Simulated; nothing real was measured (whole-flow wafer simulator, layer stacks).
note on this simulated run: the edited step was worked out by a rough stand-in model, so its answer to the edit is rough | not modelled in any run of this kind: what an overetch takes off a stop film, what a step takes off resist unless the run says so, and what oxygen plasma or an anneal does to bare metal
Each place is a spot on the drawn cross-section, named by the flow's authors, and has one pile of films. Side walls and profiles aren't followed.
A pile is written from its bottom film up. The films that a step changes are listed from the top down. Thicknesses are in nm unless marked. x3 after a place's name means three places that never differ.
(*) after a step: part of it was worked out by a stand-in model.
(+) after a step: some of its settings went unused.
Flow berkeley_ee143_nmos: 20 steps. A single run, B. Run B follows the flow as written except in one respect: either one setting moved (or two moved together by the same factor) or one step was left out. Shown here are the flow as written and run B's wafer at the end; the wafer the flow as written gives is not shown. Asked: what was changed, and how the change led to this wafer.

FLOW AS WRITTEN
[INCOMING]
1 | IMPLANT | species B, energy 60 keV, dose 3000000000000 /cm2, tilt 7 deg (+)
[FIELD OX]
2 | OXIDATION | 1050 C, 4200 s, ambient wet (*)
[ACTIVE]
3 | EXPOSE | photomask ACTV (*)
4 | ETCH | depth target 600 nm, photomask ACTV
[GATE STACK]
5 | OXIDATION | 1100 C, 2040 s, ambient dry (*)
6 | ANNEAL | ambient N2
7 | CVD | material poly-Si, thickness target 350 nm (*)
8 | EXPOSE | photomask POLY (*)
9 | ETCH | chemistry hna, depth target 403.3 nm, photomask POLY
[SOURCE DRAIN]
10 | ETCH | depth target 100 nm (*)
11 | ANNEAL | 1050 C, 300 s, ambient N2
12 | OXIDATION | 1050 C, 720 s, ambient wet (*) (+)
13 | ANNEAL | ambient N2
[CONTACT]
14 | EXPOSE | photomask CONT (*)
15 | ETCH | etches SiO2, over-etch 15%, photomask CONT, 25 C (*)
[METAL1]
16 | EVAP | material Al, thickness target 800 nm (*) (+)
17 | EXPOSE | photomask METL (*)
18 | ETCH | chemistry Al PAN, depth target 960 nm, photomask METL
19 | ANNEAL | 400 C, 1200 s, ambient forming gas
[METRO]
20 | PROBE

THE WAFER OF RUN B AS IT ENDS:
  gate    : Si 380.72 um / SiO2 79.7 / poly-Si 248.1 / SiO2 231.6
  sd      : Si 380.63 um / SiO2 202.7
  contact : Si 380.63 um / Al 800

What caused this: step 12, OXIDATION: 792 s was run, while the flow as written has 720 s.

Step by step, how the change led to this:
  12 | OXIDATION | 1050 C, 720 s, ambient wet (*) (+)
      sd, contact: +202.7 SiO2 (new film), -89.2 Si (in the flow as written it would be: +189.4 SiO2 (new film), -83.4 Si)
      gate: +231.6 SiO2 (new film), -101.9 poly-Si (in the flow as written it would be: +217.6 SiO2 (new film), -95.7 poly-Si)
      (and at 1 other place as well)
  15 | ETCH | etches SiO2, over-etch 15%, photomask CONT, 25 C (*)
      contact: -202.7 SiO2 (all of it) (in the flow as written it would be: -189.4 SiO2 (all of it))
